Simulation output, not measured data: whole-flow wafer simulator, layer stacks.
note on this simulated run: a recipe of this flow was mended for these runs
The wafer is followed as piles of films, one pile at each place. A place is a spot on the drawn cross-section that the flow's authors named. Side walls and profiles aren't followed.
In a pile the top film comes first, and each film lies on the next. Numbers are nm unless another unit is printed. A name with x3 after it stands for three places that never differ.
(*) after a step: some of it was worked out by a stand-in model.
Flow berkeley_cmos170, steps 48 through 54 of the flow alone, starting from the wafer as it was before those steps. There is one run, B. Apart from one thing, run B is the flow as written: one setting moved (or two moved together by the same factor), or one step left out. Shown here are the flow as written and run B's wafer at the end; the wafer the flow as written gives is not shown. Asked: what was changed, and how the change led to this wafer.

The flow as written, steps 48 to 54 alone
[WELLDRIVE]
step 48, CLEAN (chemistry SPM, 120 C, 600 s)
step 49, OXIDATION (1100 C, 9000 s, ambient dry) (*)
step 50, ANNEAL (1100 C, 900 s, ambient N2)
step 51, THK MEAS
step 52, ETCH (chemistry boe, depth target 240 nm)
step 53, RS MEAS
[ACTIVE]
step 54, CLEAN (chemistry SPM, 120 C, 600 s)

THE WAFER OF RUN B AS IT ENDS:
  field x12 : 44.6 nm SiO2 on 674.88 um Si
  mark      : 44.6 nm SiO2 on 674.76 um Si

The reason: step 52, ETCH: depth target 153 nm was run, whereas the flow has depth target 240 nm.

The path from the change to this, step by step:
  step 52, ETCH (chemistry boe, depth target 240 nm)
      field x12, mark: -153 SiO2 (it would be, as written: -197.6 SiO2 (all of it))
  step 54, CLEAN (chemistry SPM, 120 C, 600 s)
      field x12, mark: nothing (it would be, as written: +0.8 chemical SiO2 (new film), -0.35 Si)
